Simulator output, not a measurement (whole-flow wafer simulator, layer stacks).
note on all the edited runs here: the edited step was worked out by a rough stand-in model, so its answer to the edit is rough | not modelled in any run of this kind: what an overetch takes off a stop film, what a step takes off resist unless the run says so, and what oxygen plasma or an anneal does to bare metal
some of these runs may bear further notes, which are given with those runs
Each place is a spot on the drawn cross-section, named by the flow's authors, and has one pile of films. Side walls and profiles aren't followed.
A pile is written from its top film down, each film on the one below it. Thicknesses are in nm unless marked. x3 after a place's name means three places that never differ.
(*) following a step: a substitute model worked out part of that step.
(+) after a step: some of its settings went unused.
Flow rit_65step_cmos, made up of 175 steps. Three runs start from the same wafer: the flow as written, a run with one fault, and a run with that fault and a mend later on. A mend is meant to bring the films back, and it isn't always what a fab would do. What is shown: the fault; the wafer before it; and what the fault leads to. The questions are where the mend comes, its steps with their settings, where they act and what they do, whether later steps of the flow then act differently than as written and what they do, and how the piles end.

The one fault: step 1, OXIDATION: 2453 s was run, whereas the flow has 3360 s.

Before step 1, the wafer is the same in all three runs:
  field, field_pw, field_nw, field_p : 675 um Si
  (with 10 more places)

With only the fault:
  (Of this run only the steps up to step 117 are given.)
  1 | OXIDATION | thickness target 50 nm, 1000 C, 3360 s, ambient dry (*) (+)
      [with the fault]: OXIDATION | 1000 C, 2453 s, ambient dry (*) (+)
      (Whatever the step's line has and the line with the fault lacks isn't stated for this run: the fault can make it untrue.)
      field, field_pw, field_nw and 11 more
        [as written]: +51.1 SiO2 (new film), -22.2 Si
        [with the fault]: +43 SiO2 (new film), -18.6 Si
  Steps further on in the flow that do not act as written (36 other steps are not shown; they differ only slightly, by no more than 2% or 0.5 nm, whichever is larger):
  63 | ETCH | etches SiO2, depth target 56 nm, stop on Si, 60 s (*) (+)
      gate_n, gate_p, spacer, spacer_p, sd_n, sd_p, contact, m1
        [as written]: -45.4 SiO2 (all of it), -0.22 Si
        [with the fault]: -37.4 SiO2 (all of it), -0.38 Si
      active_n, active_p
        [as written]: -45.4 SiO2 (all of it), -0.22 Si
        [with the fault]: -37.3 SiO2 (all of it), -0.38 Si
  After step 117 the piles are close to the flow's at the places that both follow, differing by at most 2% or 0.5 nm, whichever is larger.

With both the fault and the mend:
  The mend follows step 2.
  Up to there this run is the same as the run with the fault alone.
  2a | ETCH | depth target 49 nm, 21.5 C, 55 s
      field, field_pw, field_nw and 11 more
        -43 SiO2 (all of it)
  2b | CLEAN | chemistry SC2, 75 C, 600 s
      field, field_pw, field_nw and 11 more
        +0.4 chemical SiO2 (new film), -0.17 Si
  2c | OXIDATION | 1000 C, 3360 s, ambient dry (*) (the flow's step 1 again, with other settings)
      field, field_pw, field_nw and 11 more
        +51 SiO2 (new film), -0.4 chemical SiO2 (all of it), -22.3 Si
  Steps further on in the flow that do not act as written (17 other steps are not shown; they differ only slightly, by no more than 2% or 0.5 nm, whichever is larger):
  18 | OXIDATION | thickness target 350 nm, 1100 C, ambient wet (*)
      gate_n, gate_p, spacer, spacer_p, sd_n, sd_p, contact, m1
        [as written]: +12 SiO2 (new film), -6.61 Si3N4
        [with the mend]: +12 SiO2 (new film), -6.61 Si3N4, +0.03 SiO2
  At the end the piles are close to the flow's at the places that both follow, differing by at most 2% or 0.5 nm, whichever is larger.
